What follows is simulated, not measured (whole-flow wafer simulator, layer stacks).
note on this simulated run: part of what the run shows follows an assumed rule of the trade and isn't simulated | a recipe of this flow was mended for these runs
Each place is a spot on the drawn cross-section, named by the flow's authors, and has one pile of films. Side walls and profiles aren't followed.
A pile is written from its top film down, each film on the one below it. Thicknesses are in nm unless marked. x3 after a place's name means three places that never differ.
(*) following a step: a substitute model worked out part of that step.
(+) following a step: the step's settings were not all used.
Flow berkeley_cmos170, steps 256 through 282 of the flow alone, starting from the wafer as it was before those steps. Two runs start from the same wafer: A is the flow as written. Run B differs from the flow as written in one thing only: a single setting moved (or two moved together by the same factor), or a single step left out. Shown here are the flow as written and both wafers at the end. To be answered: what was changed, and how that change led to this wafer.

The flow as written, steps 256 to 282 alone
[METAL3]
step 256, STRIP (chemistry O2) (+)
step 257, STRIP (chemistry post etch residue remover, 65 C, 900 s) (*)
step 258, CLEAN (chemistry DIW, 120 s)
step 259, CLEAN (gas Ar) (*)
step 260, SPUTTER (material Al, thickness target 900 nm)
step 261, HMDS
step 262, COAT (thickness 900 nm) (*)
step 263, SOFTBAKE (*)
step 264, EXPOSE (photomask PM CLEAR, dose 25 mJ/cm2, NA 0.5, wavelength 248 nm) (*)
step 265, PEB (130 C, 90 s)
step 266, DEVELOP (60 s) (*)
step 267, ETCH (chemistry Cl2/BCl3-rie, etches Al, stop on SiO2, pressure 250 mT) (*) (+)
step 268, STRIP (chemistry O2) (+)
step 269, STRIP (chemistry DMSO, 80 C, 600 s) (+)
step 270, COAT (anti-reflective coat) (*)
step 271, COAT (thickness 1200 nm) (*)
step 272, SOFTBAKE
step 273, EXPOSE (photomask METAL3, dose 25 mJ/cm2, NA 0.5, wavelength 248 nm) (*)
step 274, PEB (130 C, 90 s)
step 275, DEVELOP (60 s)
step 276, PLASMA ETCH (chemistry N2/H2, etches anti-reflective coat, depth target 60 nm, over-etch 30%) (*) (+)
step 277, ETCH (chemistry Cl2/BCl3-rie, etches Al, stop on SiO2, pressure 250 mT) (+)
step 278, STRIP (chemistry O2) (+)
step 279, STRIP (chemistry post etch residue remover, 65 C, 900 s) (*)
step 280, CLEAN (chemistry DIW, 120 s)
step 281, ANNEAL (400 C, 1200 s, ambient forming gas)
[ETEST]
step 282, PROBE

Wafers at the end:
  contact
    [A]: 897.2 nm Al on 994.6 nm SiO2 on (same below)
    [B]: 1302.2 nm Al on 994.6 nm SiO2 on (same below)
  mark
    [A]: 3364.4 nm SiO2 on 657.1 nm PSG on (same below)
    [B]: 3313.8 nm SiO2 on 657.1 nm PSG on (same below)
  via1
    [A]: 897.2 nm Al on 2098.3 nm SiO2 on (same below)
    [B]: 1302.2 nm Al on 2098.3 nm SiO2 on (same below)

What caused this: step 260, SPUTTER: thickness target 1305 nm was run, whereas the flow has thickness target 900 nm.

Step by step, how the change led to this:
  step 260, SPUTTER (material Al, thickness target 900 nm)
      field, mark, sd_n and 9 more: A +900 Al (new film) | B +1305 Al (new film)
      via2: A +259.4 Al | B +303.2 Al
  step 262, COAT (thickness 900 nm) (*)
      via2: A +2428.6 KrF-resist (new film) | B +2773.4 KrF-resist (new film)
  step 265, PEB (130 C, 90 s)
      via2: A -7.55 KrF-resist | B -10.1 KrF-resist
  step 267, ETCH (chemistry Cl2/BCl3-rie, etches Al, stop on SiO2, pressure 250 mT) (*) (+)
      field, sd_n, spacer_n and 9 more: A -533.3 KrF-resist | B -735.8 KrF-resist
      mark: A -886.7 Al (all of it), -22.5 SiO2 | B -1291.7 Al (all of it), -22.5 SiO2
  step 268, STRIP (chemistry O2) (+)
      field, spacer_n, gate_n: A -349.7 KrF-resist (all of it) | B -147.2 KrF-resist (all of it)
      sd_n: A -349 KrF-resist (all of it) | B -146.4 KrF-resist (all of it)
      (and at 8 other places as well)
  step 270, COAT (anti-reflective coat) (*)
      via2: A +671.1 anti-reflective coat (new film) | B +841.6 anti-reflective coat (new film)
  step 271, COAT (thickness 1200 nm) (*)
      m1: A +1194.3 KrF-resist (new film) | B +1168.5 KrF-resist (new film)
      m2: A +1207.4 KrF-resist (new film) | B +1171 KrF-resist (new film)
      (and at 1 other place as well)
  step 274, PEB (130 C, 90 s)
      via2: A -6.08 KrF-resist | B -7.01 KrF-resist
  step 277, ETCH (chemistry Cl2/BCl3-rie, etches Al, stop on SiO2, pressure 250 mT) (+)
      field, sd_n, spacer_n, gate_n, sd_p, spacer_p, gate_p: A -900 Al (all of it), -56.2 SiO2 | B -1305 Al (all of it), -56.2 SiO2
      contact, m1, via1, m2, via2: A -675 KrF-resist | B -877.5 KrF-resist
      (and at 1 other place as well)
  step 278, STRIP (chemistry O2) (+)
      contact: A -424 KrF-resist (all of it), -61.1 anti-reflective coat (all of it) | B -220.2 KrF-resist (all of it), -61 anti-reflective coat (all of it)
      m1: A -423.6 KrF-resist (all of it), -40.9 anti-reflective coat (all of it) | B -195.3 KrF-resist (all of it), -41.3 anti-reflective coat (all of it)
      (and at 3 other places as well)
